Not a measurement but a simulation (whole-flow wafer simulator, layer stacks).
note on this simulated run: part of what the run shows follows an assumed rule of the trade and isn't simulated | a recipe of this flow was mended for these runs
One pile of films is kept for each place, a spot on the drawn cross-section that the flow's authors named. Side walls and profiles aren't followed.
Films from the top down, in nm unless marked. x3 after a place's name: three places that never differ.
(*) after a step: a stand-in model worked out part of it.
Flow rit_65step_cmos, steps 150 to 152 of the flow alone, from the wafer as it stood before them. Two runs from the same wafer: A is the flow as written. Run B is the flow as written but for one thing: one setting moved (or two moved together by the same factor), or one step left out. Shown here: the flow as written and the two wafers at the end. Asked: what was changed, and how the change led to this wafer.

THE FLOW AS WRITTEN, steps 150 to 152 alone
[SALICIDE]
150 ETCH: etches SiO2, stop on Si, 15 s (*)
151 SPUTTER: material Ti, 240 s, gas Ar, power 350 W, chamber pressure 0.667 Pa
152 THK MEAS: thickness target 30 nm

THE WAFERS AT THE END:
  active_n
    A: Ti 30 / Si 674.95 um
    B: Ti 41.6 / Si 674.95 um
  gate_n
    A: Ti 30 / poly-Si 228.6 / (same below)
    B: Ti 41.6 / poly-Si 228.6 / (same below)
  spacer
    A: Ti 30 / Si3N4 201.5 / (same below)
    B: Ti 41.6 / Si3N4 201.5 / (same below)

The cause: step 151, SPUTTER: 333 s was run, where the flow has 240 s.

How the change led to this, step by step:
  151 SPUTTER: material Ti, 240 s, gas Ar, power 350 W, chamber pressure 0.667 Pa
      field, field_pw, field_nw and 11 more: A Ti +30 (new film) | B Ti +41.6 (new film)
